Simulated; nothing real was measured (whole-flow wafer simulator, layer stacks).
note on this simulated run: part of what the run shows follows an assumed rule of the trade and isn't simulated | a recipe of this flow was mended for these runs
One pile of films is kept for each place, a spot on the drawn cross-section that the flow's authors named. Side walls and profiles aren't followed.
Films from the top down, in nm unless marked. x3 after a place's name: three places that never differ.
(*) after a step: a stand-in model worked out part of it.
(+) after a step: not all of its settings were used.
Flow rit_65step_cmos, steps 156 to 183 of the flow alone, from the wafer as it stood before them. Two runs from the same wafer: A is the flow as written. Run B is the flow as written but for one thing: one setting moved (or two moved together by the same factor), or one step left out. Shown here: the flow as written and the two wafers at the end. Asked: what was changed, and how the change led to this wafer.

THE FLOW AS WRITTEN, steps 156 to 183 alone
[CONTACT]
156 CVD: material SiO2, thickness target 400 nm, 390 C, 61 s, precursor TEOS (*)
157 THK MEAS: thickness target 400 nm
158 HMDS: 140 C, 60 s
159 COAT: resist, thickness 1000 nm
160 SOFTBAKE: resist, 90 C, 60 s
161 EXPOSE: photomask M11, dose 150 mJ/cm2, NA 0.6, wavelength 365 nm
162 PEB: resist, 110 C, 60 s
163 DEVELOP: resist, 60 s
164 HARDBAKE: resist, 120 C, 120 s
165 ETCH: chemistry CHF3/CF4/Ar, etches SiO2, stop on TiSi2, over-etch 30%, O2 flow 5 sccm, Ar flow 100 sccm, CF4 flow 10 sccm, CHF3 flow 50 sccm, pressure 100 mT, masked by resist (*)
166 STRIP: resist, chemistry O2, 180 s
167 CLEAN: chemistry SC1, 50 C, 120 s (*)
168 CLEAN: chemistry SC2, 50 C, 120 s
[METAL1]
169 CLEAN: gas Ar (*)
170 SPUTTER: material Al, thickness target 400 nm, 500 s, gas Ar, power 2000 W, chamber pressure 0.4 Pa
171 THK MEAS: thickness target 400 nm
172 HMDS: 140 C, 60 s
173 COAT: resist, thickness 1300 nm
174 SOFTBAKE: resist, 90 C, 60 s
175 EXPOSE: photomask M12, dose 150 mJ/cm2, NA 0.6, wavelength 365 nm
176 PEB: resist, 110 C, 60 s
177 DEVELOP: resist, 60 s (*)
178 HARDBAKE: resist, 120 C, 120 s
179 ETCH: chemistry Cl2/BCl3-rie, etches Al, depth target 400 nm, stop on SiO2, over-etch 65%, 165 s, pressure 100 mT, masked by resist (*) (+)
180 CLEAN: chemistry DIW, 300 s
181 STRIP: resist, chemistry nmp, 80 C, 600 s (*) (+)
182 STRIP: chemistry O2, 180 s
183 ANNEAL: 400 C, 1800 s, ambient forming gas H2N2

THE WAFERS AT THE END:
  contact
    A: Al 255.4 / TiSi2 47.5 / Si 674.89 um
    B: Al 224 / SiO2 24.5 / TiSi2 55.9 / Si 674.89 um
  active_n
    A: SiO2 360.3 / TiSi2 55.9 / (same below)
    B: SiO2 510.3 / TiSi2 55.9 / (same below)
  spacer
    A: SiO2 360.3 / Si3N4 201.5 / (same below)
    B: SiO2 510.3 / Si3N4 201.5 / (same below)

The cause: step 156, CVD: thickness target 550 nm was run, where the flow has thickness target 400 nm; step 156, CVD: 84 s was run, where the flow has 61 s.

How the change led to this, step by step:
  156 CVD: material SiO2, thickness target 400 nm, 390 C, 61 s, precursor TEOS (*)
      active_n, active_p, gate_n and 7 more: A SiO2 +400 (new film) | B SiO2 +550 (new film)
      field, field_pw, field_nw, field_p: A SiO2 +400 | B SiO2 +550
  165 ETCH: chemistry CHF3/CF4/Ar, etches SiO2, stop on TiSi2, over-etch 30%, O2 flow 5 sccm, Ar flow 100 sccm, CF4 flow 10 sccm, CHF3 flow 50 sccm, pressure 100 mT, masked by resist (*)
      contact: A SiO2 -400 (all of it), TiSi2 -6 | B SiO2 -520
  169 CLEAN: gas Ar (*)
      contact: A TiSi2 -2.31 | B SiO2 -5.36
  170 SPUTTER: material Al, thickness target 400 nm, 500 s, gas Ar, power 2000 W, chamber pressure 0.4 Pa
      contact: A Al +255.4 (new film) | B Al +224 (new film)
  173 COAT: resist, thickness 1300 nm
      contact: A resist +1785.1 (new film) | B resist +1913.5 (new film)
  176 PEB: resist, 110 C, 60 s
      contact: A resist -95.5 | B resist -102.8
  178 HARDBAKE: resist, 120 C, 120 s
      contact: A resist -62.1 | B resist -67.2
  181 STRIP: resist, chemistry nmp, 80 C, 600 s (*) (+)
      contact: A resist -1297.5 (all of it) | B resist -1413.5 (all of it)
